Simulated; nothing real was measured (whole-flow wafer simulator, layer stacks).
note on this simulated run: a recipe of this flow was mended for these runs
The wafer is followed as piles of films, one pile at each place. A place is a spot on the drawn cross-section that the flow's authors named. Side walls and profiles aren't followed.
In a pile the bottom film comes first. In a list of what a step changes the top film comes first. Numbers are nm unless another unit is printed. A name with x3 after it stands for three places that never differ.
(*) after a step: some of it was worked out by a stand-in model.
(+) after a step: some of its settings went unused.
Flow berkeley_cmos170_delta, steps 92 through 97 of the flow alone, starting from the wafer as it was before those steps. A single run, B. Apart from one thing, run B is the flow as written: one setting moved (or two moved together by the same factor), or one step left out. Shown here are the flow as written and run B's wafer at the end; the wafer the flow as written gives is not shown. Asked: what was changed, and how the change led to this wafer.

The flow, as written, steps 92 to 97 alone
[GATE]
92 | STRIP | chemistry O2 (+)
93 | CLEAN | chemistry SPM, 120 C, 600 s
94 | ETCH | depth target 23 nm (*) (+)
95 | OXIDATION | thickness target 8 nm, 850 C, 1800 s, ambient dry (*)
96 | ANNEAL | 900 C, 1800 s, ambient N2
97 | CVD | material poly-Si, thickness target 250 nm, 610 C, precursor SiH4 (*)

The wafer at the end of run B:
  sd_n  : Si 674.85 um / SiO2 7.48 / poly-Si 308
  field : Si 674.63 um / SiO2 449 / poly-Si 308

The reason: step 97, CVD: thickness target 308 nm was run, though the flow has thickness target 250 nm.
The wafer itself shows it: sd_n has poly-Si 308, and step 97 as written asks for 250 nm.

How this came from the change, step by step:
  97 | CVD | material poly-Si, thickness target 250 nm, 610 C, precursor SiH4 (*)
      field, sd_n, spacer_n, gate, sd_p, spacer_p x2, contact, m1: poly-Si gains 308 (new film) (in the flow as written it would be: poly-Si gains 250 (new film))
